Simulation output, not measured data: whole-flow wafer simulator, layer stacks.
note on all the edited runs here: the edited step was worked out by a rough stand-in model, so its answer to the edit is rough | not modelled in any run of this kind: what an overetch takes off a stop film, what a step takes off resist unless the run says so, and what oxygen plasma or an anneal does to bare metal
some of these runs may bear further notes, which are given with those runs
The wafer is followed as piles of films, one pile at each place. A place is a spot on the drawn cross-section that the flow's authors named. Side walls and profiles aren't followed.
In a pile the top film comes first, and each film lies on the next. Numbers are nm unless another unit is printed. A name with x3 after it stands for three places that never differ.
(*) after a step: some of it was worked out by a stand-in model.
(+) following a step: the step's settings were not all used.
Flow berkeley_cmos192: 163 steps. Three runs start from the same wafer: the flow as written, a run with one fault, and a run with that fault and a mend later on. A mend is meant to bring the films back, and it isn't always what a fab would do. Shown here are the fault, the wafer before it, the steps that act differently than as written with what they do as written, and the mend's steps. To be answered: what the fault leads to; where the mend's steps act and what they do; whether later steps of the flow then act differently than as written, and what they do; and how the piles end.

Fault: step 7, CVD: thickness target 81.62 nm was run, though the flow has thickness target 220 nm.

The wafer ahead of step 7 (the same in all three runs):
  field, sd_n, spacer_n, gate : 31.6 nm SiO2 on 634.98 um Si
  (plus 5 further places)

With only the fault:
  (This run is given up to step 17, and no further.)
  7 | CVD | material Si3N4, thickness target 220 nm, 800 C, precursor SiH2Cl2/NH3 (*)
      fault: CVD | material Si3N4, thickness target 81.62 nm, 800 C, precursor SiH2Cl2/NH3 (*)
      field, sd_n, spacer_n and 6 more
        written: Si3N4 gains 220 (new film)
        fault: Si3N4 gains 81.6 (new film)
  Steps further on in the flow that do not act as written:
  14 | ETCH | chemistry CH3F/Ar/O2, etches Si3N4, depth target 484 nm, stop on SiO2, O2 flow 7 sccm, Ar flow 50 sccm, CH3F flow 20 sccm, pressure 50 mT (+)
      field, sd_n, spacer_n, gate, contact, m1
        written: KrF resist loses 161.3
        fault: KrF resist loses 69.1
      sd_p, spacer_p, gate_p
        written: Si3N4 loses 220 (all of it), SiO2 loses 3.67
        fault: Si3N4 loses 81.6 (all of it), SiO2 loses 3.67
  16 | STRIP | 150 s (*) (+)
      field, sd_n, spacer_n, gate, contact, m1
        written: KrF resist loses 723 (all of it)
        fault: KrF resist loses 815.3 (all of it)
  The piles after step 17 differ from the flow's at field, sd_n, spacer_n, gate, contact, m1 by more than 2% or 0.5 nm, whichever is larger.
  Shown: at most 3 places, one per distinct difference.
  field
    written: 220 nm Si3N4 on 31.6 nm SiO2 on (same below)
    fault: 81.6 nm Si3N4 on 31.6 nm SiO2 on (same below)

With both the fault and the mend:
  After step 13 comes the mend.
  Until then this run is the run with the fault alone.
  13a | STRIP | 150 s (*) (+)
      field, sd_n, spacer_n, gate, contact, m1
        KrF resist loses 884.4 (all of it)
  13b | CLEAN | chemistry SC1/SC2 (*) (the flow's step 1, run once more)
      does not change any film at any place that is followed
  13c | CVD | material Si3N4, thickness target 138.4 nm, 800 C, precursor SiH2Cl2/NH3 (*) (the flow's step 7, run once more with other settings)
      field, sd_n, spacer_n and 6 more
        Si3N4 gains 138.4
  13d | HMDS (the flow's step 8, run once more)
      does not change any film at any place that is followed
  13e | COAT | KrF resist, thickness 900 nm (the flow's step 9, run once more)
      field, sd_n, spacer_n and 6 more
        KrF resist gains 900 (new film)
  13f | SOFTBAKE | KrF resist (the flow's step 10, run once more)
      does not change any film at any place that is followed
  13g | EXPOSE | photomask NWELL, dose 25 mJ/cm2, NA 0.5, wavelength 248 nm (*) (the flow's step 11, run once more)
      does not change any film at any place that is followed
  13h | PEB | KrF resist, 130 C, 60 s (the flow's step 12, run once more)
      field, sd_n, spacer_n and 6 more
        KrF resist loses 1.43
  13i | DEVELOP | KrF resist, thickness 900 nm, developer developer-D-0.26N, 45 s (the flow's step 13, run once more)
      field, sd_n, spacer_n, gate, contact, m1
        KrF resist loses 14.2
      sd_p, spacer_p, gate_p
        KrF resist loses 898.6 (all of it)
  None of the later steps of the flow differs from how it acts as written, at any place that is followed, by more than 2% or 0.5 nm, whichever is larger.
  By the end, the piles equal the flow's at every place that both follow.
